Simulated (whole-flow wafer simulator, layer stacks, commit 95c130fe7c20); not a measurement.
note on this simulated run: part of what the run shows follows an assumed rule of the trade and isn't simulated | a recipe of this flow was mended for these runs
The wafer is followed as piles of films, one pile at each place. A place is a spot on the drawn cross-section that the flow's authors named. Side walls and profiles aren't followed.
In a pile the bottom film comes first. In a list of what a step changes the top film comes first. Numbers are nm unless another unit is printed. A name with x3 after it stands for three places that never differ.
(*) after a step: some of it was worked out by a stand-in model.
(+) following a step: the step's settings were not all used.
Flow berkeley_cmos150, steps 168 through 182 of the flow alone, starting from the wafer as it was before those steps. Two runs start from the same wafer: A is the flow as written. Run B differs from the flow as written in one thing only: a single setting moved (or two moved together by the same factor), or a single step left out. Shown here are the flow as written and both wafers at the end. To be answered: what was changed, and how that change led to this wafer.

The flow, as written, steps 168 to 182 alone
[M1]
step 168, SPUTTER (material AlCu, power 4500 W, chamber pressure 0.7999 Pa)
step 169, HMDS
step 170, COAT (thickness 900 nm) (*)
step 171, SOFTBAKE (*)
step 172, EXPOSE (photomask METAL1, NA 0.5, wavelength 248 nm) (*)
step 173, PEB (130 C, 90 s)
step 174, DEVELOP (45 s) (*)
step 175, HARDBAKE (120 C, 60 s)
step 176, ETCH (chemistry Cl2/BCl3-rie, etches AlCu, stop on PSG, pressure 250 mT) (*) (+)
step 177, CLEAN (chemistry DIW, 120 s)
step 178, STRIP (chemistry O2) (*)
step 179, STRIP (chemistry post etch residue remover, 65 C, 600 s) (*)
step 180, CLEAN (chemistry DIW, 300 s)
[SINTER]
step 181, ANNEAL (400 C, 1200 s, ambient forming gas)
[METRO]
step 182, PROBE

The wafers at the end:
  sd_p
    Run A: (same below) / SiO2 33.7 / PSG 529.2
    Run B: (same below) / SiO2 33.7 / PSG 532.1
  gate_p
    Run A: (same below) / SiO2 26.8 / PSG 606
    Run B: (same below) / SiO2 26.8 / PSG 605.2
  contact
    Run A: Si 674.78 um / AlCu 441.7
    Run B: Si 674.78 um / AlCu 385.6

The reason: step 168, SPUTTER: power 3892 W was run, whereas the flow has power 4500 W.

How this came from the change, step by step:
  step 168, SPUTTER (material AlCu, power 4500 W, chamber pressure 0.7999 Pa)
      field, sd_n, gate_n, m1: A AlCu gains 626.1 (new film) | B AlCu gains 543.9 (new film)
      field_p: A AlCu gains 619.8 (new film) | B AlCu gains 537.8 (new film)
      (and at 3 other places as well)
  step 176, ETCH (chemistry Cl2/BCl3-rie, etches AlCu, stop on PSG, pressure 250 mT) (*) (+)
      field, sd_n, gate_n: A AlCu loses 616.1 (all of it), PSG loses 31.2 | B AlCu loses 533.9 (all of it), PSG loses 31.2
      contact, m1: A thick-KrF-resist loses 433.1 | B thick-KrF-resist loses 392
      (and at 3 other places as well)
  step 178, STRIP (chemistry O2) (*)
      contact: A thick-KrF-resist loses 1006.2 (all of it) | B thick-KrF-resist loses 1027.9 (all of it)
      m1: A thick-KrF-resist loses 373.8 (all of it) | B thick-KrF-resist loses 415.6 (all of it)
